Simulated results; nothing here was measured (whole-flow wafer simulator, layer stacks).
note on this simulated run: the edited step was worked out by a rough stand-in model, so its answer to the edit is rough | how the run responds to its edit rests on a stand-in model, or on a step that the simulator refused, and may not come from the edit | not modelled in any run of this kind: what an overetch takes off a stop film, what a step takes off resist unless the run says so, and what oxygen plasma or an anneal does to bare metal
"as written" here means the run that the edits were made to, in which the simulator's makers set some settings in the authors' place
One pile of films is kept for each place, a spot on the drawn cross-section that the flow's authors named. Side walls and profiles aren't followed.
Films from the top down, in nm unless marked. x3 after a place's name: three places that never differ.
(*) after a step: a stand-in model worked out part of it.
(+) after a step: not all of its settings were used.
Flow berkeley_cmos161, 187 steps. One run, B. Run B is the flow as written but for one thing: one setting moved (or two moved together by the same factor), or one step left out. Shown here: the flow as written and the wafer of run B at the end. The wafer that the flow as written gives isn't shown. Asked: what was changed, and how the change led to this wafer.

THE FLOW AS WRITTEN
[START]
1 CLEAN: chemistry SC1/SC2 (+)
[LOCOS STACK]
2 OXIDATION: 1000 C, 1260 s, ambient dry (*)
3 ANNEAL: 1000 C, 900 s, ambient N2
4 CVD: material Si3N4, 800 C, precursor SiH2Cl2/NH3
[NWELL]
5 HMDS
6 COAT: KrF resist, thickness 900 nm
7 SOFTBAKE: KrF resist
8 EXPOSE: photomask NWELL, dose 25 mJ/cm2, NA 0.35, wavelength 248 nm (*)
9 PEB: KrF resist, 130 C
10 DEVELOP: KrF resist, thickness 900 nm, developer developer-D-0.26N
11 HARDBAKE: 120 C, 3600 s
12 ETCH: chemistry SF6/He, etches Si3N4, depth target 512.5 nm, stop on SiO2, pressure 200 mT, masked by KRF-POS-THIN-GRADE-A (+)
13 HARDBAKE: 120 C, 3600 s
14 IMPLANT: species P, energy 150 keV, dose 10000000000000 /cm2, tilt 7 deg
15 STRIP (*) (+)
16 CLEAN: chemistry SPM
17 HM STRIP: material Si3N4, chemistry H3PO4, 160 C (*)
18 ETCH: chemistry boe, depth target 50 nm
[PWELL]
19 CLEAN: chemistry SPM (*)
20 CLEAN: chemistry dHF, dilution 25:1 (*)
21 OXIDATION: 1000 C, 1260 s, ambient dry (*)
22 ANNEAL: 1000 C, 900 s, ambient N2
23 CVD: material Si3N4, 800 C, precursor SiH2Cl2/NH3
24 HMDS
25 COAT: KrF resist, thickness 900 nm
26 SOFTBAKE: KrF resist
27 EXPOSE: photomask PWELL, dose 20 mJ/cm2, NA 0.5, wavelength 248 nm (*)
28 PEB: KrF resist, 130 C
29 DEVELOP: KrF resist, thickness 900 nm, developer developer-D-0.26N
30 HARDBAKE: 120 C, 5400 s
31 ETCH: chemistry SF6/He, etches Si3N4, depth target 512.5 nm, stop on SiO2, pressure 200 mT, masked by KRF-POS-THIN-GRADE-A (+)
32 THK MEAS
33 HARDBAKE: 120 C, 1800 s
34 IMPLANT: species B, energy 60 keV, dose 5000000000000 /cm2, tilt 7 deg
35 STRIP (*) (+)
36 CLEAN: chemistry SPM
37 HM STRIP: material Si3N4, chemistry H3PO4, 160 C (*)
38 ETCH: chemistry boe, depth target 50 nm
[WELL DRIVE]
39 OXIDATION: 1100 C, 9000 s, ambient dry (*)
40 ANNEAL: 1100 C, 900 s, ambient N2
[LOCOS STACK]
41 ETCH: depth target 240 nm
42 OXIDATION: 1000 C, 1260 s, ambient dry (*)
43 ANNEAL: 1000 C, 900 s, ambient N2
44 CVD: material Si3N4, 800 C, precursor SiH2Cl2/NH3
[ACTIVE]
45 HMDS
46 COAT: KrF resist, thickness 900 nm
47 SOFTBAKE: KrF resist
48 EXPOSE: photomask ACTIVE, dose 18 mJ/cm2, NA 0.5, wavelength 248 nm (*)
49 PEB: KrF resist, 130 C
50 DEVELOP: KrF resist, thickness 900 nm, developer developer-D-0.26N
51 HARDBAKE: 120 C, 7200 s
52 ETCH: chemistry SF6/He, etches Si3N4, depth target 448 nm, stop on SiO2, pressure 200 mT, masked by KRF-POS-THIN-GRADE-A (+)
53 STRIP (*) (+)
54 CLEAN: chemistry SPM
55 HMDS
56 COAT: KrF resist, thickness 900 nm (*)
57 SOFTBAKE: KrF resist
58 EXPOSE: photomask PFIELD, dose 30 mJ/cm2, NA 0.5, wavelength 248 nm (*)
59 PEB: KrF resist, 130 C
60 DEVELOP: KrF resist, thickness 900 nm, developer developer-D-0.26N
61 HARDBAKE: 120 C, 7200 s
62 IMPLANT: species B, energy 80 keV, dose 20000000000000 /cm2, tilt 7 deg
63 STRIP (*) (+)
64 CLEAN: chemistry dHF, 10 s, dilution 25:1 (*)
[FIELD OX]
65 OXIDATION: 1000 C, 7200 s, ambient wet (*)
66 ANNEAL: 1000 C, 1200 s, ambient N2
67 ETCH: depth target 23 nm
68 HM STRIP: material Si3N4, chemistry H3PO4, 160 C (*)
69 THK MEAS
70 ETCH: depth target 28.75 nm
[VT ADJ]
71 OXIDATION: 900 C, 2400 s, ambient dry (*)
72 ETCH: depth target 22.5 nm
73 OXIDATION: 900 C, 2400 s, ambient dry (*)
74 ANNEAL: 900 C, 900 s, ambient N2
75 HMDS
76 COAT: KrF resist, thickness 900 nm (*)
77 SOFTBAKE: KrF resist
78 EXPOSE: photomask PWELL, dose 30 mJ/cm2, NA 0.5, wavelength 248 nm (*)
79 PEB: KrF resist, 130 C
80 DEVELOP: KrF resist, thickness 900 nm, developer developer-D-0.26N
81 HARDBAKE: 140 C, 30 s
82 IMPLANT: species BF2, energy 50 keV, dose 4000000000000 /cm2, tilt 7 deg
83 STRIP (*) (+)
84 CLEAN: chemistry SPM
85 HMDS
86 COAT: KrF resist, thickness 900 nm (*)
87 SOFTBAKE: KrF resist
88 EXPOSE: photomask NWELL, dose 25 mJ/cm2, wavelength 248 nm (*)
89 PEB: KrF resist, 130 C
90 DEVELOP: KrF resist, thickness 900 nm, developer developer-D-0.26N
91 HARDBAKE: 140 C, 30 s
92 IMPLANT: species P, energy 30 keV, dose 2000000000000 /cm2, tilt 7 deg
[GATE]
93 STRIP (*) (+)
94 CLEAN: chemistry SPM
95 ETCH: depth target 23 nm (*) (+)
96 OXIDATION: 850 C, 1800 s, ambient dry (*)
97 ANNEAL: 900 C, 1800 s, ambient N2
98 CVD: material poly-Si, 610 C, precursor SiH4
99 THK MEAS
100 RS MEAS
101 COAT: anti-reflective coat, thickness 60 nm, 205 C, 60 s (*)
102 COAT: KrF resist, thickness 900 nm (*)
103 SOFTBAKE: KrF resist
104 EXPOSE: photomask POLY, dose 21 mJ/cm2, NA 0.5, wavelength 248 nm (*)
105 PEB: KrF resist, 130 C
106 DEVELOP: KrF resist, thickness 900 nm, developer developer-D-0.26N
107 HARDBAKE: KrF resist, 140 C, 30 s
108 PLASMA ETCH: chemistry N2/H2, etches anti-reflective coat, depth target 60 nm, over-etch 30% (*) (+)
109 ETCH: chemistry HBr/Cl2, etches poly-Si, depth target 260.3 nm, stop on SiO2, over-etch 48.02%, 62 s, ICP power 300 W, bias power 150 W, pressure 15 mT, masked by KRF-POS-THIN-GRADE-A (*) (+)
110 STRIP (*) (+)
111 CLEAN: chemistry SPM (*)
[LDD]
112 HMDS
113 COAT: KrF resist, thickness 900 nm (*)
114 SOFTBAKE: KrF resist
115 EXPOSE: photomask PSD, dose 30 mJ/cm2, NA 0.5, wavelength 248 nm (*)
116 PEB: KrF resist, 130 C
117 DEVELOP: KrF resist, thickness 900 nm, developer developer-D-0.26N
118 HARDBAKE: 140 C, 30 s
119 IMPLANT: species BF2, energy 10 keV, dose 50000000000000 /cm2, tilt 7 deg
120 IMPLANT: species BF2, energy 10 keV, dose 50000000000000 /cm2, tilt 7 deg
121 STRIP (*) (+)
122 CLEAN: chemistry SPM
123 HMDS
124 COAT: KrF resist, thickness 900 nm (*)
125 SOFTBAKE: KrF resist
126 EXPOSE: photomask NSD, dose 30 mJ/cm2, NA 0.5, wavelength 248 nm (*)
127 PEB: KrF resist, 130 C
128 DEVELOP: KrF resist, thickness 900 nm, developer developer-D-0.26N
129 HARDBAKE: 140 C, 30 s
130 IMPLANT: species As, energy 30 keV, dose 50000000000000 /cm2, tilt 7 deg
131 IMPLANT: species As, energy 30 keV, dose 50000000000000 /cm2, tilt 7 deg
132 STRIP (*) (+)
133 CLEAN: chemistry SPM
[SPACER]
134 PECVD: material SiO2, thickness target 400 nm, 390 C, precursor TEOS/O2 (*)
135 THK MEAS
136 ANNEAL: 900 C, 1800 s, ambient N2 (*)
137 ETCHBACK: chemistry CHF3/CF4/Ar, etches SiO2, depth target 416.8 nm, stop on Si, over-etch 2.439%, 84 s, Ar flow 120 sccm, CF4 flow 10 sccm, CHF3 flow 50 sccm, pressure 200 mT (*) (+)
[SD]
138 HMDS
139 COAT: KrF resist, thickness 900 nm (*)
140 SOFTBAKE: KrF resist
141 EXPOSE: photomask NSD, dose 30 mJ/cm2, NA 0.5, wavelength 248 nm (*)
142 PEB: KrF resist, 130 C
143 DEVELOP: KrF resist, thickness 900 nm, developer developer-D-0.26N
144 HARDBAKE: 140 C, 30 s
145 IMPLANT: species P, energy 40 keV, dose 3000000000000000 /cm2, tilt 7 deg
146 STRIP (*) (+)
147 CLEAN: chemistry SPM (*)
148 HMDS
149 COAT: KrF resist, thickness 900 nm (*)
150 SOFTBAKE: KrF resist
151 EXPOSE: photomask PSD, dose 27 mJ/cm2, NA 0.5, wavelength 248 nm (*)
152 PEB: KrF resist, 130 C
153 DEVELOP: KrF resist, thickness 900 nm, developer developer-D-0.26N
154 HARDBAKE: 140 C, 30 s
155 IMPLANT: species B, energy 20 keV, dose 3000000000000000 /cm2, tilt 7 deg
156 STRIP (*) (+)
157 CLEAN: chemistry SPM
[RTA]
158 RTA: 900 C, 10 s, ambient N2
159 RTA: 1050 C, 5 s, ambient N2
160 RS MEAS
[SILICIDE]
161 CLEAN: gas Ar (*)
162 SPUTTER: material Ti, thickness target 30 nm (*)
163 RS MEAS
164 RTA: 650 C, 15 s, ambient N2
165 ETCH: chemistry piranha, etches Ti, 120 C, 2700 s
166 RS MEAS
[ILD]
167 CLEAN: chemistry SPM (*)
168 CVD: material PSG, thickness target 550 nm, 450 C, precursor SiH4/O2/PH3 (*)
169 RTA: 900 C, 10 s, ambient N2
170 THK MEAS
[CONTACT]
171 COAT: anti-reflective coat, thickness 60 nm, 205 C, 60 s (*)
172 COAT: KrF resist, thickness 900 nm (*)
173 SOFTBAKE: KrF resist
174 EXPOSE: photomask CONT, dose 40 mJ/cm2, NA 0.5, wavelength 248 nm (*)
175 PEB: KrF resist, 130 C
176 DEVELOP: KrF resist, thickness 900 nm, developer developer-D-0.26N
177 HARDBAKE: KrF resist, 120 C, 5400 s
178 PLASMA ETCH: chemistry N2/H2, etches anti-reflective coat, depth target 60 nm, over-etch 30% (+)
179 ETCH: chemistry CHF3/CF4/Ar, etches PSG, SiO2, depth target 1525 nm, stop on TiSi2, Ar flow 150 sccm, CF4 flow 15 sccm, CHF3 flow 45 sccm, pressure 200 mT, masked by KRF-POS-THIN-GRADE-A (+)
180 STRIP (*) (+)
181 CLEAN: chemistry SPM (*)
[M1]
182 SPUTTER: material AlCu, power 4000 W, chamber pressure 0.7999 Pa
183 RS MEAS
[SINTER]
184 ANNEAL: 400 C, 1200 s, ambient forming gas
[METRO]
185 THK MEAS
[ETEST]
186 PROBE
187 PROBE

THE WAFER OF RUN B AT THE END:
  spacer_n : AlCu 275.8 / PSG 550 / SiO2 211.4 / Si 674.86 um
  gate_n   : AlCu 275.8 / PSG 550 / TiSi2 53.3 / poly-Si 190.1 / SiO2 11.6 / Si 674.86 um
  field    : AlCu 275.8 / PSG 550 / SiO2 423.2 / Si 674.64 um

The cause: step 95, ETCH: depth target 8.142 nm was run, where the flow has depth target 23 nm.

How the change led to this, step by step:
  95 ETCH: depth target 23 nm (*) (+)
      sd_n, spacer_n, gate_n, sd_p, spacer_p, gate_p, contact, m1: SiO2 -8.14 (as written it would be: SiO2 -14.9 (all of it))
      field: SiO2 -8.14 (as written it would be: SiO2 -23)
  96 OXIDATION: 850 C, 1800 s, ambient dry (*)
      sd_n, spacer_n, gate_n, sd_p, spacer_p, gate_p, contact, m1: SiO2 +4.84, Si -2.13 (as written it would be: SiO2 +7.48 (new film), Si -3.29)
  101 COAT: anti-reflective coat, thickness 60 nm, 205 C, 60 s (*)
      sd_n: anti-reflective coat +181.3 (new film) (as written it would be: anti-reflective coat +173.5 (new film))
      spacer_n: anti-reflective coat +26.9 (new film) (as written it would be: anti-reflective coat +28.7 (new film))
      (and at 4 more places)
  108 PLASMA ETCH: chemistry N2/H2, etches anti-reflective coat, depth target 60 nm, over-etch 30% (*) (+)
      sd_n: anti-reflective coat -181.3 (all of it), poly-Si -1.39 (as written it would be: anti-reflective coat -173.5 (all of it), poly-Si -1.33)
      spacer_n: anti-reflective coat -26.9 (all of it), poly-Si -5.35 (as written it would be: anti-reflective coat -28.7 (all of it), poly-Si -5.05)
      (and at 2 more places)
  110 STRIP (*) (+)
      gate_n: chemical SiO2 +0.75 (new film), KrF resist -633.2 (all of it), anti-reflective coat -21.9 (all of it), poly-Si -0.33 (as written it would be: chemical SiO2 +0.75 (new film), KrF resist -626.8 (all of it), anti-reflective coat -23.7 (all of it), poly-Si -0.33)
      gate_p: chemical SiO2 +0.75 (new film), KrF resist -601.9 (all of it), anti-reflective coat -27 (all of it), poly-Si -0.33 (as written it would be: chemical SiO2 +0.75 (new film), KrF resist -598.2 (all of it), anti-reflective coat -27.9 (all of it), poly-Si -0.33)
  171 COAT: anti-reflective coat, thickness 60 nm, 205 C, 60 s (*)
      sd_n: anti-reflective coat +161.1 (new film) (as written it would be: anti-reflective coat +149.7 (new film))
      m1: anti-reflective coat +101.2 (new film) (as written it would be: anti-reflective coat +97.8 (new film))
  180 STRIP (*) (+)
      sd_n: KrF resist -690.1 (all of it), anti-reflective coat -161.1 (all of it) (as written it would be: KrF resist -692.5 (all of it), anti-reflective coat -149.7 (all of it))
      m1: KrF resist -744.8 (all of it), anti-reflective coat -101.2 (all of it) (as written it would be: KrF resist -739.9 (all of it), anti-reflective coat -97.8 (all of it))
